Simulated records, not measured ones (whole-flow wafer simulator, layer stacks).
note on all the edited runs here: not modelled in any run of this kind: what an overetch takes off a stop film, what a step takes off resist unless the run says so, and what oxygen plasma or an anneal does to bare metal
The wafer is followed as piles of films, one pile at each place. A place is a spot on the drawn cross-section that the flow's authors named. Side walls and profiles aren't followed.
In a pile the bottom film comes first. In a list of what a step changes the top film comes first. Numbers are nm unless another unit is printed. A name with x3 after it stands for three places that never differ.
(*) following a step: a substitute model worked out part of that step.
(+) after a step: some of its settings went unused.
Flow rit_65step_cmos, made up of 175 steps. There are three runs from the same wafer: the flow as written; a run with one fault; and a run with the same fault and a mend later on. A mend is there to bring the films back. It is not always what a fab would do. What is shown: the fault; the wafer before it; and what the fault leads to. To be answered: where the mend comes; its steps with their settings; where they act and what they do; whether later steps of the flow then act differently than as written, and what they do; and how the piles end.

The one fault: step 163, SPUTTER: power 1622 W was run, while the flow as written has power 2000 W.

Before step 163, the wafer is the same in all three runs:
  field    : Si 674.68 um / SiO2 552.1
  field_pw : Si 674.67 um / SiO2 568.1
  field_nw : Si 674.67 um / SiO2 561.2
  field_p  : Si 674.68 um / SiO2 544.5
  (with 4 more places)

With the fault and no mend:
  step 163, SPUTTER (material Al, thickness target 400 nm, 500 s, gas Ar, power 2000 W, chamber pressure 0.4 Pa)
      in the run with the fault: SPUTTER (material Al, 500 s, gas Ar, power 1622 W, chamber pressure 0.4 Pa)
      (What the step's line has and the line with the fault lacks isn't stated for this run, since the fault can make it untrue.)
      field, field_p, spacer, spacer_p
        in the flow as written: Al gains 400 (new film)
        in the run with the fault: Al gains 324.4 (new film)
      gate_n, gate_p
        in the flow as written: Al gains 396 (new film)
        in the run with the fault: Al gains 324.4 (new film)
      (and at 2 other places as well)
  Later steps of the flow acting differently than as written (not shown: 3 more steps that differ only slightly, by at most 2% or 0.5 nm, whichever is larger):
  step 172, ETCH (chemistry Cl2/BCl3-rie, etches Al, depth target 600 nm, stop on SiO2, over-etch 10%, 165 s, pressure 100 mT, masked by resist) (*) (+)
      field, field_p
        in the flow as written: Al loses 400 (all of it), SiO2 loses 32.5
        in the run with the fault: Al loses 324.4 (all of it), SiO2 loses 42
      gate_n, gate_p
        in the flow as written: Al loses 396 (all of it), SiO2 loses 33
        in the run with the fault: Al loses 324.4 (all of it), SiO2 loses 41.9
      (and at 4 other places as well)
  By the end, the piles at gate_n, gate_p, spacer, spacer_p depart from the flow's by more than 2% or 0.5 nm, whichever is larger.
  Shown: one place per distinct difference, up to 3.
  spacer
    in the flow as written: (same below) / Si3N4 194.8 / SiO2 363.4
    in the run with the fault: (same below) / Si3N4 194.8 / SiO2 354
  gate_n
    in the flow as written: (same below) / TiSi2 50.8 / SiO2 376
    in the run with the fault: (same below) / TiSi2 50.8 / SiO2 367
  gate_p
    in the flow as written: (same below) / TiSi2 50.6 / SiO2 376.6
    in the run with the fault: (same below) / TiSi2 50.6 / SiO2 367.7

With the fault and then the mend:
  The mend follows step 164.
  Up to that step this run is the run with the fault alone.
  step 164a, ETCH (chemistry al pan, depth target 373.9 nm)
      field, field_p, gate_n, gate_p, spacer, spacer_p
        Al loses 324.4 (all of it)
      field_pw
        Al loses 323.7 (all of it)
      field_nw
        Al loses 324.1 (all of it)
  step 164b, SPUTTER (material Al, thickness target 400 nm, 500 s, gas Ar, power 2000 W, chamber pressure 0.4 Pa) (a further turn of the flow's step 163)
      field, field_pw, field_p, spacer, spacer_p
        Al gains 400 (new film)
      gate_n, gate_p
        Al gains 396 (new film)
      field_nw
        Al gains 397.2 (new film)
  Later steps of the flow that are run all act as written at every place that is followed.
  At every place that both follow, the piles at the end match the flow's.
